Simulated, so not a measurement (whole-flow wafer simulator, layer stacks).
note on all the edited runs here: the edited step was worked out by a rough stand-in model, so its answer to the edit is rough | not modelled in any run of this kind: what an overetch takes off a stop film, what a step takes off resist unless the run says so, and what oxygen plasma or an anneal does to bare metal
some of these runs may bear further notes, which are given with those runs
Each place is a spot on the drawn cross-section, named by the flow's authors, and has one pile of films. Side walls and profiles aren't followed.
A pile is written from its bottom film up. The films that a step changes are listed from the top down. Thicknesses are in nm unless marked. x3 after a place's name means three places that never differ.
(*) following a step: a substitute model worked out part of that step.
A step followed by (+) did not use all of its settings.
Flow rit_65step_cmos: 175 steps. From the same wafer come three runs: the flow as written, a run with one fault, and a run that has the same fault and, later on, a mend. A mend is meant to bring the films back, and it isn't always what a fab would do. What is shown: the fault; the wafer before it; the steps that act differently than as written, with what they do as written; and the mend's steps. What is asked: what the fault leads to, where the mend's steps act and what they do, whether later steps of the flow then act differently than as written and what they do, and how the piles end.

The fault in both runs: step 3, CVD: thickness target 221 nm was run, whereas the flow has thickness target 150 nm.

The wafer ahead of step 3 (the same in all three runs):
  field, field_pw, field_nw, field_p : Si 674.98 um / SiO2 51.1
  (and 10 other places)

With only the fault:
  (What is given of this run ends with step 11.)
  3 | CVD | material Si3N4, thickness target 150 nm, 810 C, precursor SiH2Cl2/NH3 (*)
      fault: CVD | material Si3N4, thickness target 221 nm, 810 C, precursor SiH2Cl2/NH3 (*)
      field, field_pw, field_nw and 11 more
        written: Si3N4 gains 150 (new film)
        fault: Si3N4 gains 221 (new film)
  None of the later steps of the flow up to step 11 acts differently than as written at any place that is followed.
  The piles after step 11 differ from the flow's at field, field_pw, field_nw and 11 more by more than 2% or 0.5 nm, whichever is larger.
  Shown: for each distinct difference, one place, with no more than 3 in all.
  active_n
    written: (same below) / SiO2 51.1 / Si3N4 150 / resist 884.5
    fault: (same below) / SiO2 51.1 / Si3N4 221 / resist 884.5
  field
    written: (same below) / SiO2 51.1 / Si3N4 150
    fault: (same below) / SiO2 51.1 / Si3N4 221

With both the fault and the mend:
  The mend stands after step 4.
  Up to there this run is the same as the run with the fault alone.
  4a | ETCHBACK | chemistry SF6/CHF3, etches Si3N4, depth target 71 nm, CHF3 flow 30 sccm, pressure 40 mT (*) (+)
      field, field_pw, field_nw and 11 more
        Si3N4 loses 71
  None of the later steps of the flow acts differently than as written at any place that is followed.
  By the end, the piles equal the flow's at every place that both follow.
